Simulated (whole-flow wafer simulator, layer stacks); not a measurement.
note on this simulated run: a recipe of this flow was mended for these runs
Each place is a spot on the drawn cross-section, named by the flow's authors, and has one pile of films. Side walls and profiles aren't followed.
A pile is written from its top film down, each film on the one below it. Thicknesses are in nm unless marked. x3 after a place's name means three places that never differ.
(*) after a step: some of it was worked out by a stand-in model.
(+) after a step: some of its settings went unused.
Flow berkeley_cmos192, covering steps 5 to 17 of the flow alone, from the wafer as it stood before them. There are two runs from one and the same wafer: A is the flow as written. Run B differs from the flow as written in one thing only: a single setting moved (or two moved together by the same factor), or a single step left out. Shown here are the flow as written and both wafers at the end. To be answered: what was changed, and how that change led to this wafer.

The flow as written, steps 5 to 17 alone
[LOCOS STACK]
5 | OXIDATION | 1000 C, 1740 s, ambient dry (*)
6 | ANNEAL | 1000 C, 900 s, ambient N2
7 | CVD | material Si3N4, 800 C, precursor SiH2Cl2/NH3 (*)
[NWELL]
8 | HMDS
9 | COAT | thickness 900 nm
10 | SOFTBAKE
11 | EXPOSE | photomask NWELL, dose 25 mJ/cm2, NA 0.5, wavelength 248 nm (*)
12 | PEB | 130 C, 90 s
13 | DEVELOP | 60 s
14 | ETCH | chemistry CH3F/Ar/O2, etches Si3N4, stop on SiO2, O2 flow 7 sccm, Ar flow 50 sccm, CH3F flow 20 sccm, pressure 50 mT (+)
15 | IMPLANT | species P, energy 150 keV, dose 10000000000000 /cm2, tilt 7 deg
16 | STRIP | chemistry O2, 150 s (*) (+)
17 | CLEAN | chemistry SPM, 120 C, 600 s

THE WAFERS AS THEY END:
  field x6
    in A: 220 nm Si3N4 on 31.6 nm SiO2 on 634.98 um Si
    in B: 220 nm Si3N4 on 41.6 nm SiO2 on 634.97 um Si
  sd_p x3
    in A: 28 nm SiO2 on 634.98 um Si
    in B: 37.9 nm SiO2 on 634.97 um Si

What caused this: step 5, OXIDATION: 2784 s was run, though the flow has 1740 s.

The path from the change to this, step by step:
  5 | OXIDATION | 1000 C, 1740 s, ambient dry (*)
      field x6, sd_p x3: A +31.6 SiO2 (new film), -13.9 Si | B +41.6 SiO2 (new film), -18.3 Si
